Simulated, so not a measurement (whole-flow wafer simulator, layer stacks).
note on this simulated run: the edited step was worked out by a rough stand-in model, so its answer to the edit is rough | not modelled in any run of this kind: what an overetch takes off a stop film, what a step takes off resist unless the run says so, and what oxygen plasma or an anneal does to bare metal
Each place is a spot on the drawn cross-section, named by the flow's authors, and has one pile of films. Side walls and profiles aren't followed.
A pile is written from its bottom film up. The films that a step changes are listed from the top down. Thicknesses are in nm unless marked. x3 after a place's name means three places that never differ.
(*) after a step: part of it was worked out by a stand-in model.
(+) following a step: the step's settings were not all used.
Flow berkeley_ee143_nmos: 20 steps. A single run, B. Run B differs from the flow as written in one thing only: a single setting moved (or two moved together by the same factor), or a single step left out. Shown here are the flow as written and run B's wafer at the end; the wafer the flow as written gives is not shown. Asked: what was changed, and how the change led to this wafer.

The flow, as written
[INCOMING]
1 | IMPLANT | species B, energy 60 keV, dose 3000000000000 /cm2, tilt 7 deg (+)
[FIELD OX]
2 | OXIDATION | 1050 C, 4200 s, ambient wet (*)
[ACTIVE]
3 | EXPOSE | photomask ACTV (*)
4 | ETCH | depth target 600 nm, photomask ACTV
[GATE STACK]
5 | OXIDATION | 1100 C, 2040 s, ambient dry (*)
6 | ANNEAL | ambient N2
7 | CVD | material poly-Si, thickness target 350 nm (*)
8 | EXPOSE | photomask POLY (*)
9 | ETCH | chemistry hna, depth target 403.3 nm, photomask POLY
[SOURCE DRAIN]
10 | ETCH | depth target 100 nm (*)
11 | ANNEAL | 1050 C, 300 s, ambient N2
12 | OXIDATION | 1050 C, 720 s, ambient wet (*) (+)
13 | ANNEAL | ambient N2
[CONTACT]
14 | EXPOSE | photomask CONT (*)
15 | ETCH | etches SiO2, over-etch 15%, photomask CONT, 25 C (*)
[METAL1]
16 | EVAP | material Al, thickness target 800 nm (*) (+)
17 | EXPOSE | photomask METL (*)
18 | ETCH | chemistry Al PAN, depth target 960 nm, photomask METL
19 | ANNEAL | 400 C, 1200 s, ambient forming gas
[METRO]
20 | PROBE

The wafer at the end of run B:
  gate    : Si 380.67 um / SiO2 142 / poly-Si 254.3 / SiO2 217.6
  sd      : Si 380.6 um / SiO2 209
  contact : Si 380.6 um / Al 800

Cause: step 2, OXIDATION: 6090 s was run, whereas the flow has 4200 s.

Step by step, how the change led to this:
  2 | OXIDATION | 1050 C, 4200 s, ambient wet (*)
      gate, sd, contact, field: +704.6 SiO2 (new film), -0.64 chemical SiO2 (all of it), -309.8 Si (as written it would have been: +566.4 SiO2 (new film), -0.64 chemical SiO2 (all of it), -248.9 Si)
  4 | ETCH | depth target 600 nm, photomask ACTV
      gate, sd, contact: -600 SiO2 (as written it would have been: -566.4 SiO2 (all of it))
  5 | OXIDATION | 1100 C, 2040 s, ambient dry (*)
      gate, sd, contact: +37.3 SiO2, -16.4 Si (as written it would have been: +79.7 SiO2 (new film), -35.1 Si)
      field: +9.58 SiO2, -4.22 Si (as written it would have been: +11.6 SiO2, -5.1 Si)
  10 | ETCH | depth target 100 nm (*)
      sd, contact: -100 SiO2 (as written it would have been: -79.7 SiO2 (all of it))
  12 | OXIDATION | 1050 C, 720 s, ambient wet (*) (+)
      sd, contact: +167 SiO2, -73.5 Si (as written it would have been: +189.4 SiO2 (new film), -83.4 Si)
      field: +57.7 SiO2, -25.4 Si (as written it would have been: +69.1 SiO2, -30.4 Si)
  15 | ETCH | etches SiO2, over-etch 15%, photomask CONT, 25 C (*)
      contact: -209 SiO2 (all of it) (as written it would have been: -189.4 SiO2 (all of it))
